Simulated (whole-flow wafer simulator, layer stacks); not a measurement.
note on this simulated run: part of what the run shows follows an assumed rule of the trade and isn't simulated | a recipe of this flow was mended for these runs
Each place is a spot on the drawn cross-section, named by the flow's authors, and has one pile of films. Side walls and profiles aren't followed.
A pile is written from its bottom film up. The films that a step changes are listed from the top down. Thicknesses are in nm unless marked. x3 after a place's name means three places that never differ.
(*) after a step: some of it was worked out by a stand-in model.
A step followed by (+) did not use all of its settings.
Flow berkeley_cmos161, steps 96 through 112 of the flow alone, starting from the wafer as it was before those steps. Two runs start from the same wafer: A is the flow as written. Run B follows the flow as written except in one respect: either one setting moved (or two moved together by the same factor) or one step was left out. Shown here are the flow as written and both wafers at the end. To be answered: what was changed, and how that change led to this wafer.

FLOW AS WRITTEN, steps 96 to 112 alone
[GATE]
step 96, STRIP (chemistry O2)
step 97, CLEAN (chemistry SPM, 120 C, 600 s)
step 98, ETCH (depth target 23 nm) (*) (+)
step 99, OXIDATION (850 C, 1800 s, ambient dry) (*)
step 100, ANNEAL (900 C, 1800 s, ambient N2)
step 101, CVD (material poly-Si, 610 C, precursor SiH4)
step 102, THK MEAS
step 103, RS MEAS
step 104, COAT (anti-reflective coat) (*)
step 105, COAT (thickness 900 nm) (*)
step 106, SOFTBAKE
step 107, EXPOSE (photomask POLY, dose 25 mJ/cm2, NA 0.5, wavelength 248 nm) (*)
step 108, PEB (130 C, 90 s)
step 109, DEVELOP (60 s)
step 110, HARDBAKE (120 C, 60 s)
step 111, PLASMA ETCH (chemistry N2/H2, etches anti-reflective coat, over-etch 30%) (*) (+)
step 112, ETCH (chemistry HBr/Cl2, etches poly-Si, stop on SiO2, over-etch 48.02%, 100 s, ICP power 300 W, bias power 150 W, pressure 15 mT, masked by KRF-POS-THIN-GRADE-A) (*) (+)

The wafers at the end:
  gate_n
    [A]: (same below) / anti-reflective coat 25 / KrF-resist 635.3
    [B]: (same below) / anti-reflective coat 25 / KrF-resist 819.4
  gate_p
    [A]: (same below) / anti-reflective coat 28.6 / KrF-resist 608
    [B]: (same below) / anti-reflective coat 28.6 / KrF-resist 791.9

The reason: step 105, COAT: thickness 1110 nm was run, while the flow as written has thickness 900 nm.

How this came from the change, step by step:
  step 105, COAT (thickness 900 nm) (*)
      field: A +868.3 KrF-resist (new film) | B +1076.7 KrF-resist (new film)
      sd_n: A +909.1 KrF-resist (new film) | B +1119.6 KrF-resist (new film)
      (and at 7 other places as well)
  step 108, PEB (130 C, 90 s)
      spacer_p, gate_p: A -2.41 KrF-resist | B -3.04 KrF-resist
      field: A -2.04 KrF-resist | B -2.63 KrF-resist
      (and at 6 other places as well)
  step 109, DEVELOP (60 s)
      field: A -866.3 KrF-resist (all of it) | B -1074.1 KrF-resist (all of it)
      sd_n: A -907 KrF-resist (all of it) | B -1116.9 KrF-resist (all of it)
      (and at 5 other places as well)
  step 110, HARDBAKE (120 C, 60 s)
      gate_n: A -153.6 KrF-resist | B -185.9 KrF-resist
      gate_p: A -148.8 KrF-resist | B -181 KrF-resist
